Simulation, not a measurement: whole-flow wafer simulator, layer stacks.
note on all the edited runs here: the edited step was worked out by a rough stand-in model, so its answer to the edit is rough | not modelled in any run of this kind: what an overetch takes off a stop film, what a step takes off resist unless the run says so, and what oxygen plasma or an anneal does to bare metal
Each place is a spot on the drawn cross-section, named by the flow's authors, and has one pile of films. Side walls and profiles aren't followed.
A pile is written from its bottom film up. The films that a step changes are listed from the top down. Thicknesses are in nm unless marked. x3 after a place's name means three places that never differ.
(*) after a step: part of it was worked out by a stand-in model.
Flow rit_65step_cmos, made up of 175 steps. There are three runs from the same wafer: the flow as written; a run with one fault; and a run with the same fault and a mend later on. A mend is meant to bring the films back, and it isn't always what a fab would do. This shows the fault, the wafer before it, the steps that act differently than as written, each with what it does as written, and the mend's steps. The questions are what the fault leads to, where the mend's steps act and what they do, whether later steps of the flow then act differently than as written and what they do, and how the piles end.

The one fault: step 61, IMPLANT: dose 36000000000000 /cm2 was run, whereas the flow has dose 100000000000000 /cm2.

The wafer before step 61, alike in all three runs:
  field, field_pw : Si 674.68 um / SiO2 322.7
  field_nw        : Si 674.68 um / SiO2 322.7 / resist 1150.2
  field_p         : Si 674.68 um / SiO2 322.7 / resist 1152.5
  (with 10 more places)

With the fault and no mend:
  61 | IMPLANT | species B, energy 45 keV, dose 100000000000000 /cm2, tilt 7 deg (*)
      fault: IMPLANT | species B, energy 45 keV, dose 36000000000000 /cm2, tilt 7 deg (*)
      acts as it does as written at every place that is followed
  Later steps of the flow acting differently than as written (31 more steps, not shown, differ only slightly: by at most 2% or 0.5 nm, whichever is larger):
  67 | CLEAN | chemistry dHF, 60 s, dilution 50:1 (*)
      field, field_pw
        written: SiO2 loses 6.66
        fault: SiO2 loses 5.96
  At the end the piles are close to the flow's at the places that both follow, differing by at most 2% or 0.5 nm, whichever is larger.

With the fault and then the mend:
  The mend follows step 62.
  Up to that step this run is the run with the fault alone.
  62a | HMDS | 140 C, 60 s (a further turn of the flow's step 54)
      leaves every film unchanged at each place that is followed
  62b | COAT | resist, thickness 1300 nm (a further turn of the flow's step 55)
      gate_n, gate_p, spacer, spacer_p, contact
        resist gains 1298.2 (new film)
      active_n, active_p, sd_p
        resist gains 1297.4 (new film)
      field_pw, field_nw
        resist gains 1313 (new film)
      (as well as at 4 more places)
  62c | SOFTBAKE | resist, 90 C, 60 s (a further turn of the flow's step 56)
      leaves every film unchanged at each place that is followed
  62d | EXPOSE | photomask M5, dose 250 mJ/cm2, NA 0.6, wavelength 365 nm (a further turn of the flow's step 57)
      leaves every film unchanged at each place that is followed
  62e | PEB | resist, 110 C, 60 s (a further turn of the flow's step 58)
      gate_n, gate_p, spacer, spacer_p, contact, m1
        resist loses 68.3
      active_n, active_p, sd_n, sd_p
        resist loses 68.2
      field, field_p
        resist loses 69.2
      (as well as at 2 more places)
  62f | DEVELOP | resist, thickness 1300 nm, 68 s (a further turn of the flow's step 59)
      gate_n, spacer, contact
        resist loses 1229.9 (all of it)
      field
        resist loses 1246.5 (all of it)
      field_pw
        resist loses 1243.9 (all of it)
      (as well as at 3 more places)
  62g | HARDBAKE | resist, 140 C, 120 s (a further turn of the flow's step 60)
      active_p, gate_p, spacer_p
        resist loses 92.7
      field_nw
        resist loses 93.8
      field_p
        resist loses 94
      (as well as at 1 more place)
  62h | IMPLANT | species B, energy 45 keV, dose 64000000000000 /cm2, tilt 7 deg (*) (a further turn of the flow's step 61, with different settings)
      leaves every film unchanged at each place that is followed
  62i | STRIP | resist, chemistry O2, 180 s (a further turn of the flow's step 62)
      active_p, sd_p
        resist loses 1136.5 (all of it)
      gate_p, spacer_p
        resist loses 1137.2 (all of it)
      field_nw
        resist loses 1150.2 (all of it)
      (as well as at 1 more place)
  Every later step of the flow that is run acts as written at every place that is followed.
  The piles end the same as the flow's at every place that both follow.
